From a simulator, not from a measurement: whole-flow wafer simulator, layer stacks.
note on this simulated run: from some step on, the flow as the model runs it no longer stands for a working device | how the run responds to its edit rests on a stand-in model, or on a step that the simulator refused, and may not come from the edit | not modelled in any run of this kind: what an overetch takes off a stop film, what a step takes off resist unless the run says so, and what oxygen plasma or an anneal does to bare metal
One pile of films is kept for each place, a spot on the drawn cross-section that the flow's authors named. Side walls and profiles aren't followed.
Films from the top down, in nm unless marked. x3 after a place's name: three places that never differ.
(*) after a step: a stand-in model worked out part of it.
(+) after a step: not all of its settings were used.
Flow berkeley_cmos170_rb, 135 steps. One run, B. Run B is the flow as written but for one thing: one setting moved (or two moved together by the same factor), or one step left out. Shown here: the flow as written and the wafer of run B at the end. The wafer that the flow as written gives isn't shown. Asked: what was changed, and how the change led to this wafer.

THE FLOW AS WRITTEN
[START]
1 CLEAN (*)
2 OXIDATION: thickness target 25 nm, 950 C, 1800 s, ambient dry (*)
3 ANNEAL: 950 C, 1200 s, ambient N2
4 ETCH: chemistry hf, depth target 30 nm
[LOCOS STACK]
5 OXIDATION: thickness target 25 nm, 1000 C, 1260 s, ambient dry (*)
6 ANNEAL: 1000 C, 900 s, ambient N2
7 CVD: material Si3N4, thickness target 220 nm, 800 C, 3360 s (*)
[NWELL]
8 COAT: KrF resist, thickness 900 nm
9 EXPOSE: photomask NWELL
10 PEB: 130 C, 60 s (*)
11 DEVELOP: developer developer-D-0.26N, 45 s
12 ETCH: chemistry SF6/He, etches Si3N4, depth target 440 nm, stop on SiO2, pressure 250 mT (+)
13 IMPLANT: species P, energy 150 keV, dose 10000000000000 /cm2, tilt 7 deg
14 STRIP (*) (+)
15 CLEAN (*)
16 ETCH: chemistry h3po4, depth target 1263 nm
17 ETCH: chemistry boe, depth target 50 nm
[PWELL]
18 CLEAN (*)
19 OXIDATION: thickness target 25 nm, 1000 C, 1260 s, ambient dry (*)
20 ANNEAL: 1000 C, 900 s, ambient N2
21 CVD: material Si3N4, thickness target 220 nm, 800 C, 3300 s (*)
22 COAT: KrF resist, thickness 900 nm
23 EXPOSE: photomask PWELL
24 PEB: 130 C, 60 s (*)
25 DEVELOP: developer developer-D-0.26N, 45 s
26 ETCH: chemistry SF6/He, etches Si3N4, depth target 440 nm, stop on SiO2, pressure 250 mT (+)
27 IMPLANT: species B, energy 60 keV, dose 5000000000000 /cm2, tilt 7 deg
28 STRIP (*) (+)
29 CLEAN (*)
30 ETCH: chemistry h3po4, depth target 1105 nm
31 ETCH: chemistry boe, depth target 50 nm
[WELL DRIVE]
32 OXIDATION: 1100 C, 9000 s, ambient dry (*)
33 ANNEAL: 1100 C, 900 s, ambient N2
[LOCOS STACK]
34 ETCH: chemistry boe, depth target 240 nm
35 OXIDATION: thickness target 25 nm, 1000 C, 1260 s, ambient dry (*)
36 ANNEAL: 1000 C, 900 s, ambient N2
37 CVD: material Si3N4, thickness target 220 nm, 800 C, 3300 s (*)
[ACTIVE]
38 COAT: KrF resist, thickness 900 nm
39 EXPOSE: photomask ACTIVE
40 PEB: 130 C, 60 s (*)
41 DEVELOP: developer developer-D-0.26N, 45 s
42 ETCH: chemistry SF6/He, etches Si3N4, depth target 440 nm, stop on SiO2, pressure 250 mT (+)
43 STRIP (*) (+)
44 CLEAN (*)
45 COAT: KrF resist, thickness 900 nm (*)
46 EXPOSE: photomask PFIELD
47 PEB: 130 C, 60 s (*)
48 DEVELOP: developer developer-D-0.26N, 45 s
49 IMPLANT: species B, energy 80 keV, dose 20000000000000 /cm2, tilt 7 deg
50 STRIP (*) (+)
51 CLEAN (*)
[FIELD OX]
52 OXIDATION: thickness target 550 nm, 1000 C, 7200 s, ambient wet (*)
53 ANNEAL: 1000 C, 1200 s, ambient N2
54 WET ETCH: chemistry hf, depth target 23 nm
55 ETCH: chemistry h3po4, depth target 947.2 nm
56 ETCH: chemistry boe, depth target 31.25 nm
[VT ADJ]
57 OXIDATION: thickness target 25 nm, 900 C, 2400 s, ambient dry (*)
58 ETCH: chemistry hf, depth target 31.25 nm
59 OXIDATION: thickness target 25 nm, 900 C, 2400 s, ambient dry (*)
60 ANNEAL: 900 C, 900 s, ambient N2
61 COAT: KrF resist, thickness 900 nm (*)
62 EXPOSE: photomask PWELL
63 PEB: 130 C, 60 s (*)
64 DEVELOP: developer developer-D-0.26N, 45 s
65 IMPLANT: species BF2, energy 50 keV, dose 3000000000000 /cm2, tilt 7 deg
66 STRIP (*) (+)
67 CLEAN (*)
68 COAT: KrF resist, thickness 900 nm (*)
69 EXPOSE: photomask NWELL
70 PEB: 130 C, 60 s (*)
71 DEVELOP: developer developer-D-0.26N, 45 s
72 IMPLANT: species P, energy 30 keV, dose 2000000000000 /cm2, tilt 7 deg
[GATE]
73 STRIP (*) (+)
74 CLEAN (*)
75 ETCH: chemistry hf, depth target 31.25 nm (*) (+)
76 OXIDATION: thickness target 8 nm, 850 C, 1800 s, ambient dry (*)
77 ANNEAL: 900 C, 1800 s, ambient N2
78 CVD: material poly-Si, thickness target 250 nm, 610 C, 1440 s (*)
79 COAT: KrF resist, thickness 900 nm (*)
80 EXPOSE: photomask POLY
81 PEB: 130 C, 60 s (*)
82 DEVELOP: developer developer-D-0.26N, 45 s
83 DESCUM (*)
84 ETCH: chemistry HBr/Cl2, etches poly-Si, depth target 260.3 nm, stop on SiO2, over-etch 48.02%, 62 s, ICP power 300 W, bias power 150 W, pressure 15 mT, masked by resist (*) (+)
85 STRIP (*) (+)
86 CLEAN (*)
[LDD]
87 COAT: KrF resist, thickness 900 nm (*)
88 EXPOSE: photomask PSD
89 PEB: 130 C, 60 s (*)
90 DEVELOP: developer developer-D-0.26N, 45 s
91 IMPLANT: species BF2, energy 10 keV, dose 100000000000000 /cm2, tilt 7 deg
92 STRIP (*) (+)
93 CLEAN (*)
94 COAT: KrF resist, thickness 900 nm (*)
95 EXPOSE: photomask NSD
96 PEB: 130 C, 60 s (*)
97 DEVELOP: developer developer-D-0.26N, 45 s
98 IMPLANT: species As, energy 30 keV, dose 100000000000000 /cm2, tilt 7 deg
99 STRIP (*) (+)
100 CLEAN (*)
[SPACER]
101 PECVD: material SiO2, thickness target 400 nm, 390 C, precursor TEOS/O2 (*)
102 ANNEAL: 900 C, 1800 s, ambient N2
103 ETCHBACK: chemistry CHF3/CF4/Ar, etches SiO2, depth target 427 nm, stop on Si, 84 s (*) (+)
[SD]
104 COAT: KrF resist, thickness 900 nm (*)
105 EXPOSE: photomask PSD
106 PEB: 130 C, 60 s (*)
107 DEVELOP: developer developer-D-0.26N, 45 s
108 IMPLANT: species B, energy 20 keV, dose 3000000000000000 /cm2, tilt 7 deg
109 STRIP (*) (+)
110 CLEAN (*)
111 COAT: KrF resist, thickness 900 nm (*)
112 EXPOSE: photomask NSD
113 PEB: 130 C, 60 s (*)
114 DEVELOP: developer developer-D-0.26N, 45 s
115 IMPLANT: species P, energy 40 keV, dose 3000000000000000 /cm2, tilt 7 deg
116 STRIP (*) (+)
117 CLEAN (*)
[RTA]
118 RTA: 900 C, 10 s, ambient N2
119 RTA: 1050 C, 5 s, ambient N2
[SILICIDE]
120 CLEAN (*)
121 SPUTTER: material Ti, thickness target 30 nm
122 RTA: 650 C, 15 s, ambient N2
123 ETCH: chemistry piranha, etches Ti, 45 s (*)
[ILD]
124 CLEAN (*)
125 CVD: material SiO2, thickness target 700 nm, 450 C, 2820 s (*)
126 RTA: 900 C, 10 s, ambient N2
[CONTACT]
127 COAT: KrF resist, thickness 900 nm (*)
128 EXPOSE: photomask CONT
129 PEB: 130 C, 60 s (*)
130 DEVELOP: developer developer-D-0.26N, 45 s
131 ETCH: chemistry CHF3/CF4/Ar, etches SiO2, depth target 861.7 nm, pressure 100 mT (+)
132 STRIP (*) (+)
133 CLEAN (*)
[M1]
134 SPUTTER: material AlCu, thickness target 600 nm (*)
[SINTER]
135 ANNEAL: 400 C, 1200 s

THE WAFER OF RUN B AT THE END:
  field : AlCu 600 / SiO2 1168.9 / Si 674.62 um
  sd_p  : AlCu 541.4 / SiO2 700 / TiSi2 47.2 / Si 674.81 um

The cause: step 58, ETCH: depth target 20.56 nm was run, where the flow has depth target 31.25 nm.

How the change led to this, step by step:
  58 ETCH: chemistry hf, depth target 31.25 nm
      field: SiO2 -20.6 (as written it would be: SiO2 -31.2)
  121 SPUTTER: material Ti, thickness target 30 nm
      sd_p: Ti +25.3 (new film) (as written it would be: Ti +27.1 (new film))
  122 RTA: 650 C, 15 s, ambient N2
      sd_p: Ti -19.7, TiSi2 C49 +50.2 (new film), Si -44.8 (as written it would be: Ti -21.1, TiSi first +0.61 (new film), TiSi2 C49 +52.9 (new film), Si -47.6)
  126 RTA: 900 C, 10 s, ambient N2
      sd_p: under 1 film: TiSi2 +47.2 (new film), TiSi2 C49 -50.2 (all of it) (as written it would be: under 1 film: TiSi2 +50.7 (new film), TiSi first -0.61 (all of it), TiSi2 C49 -52.9 (all of it), Si -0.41)
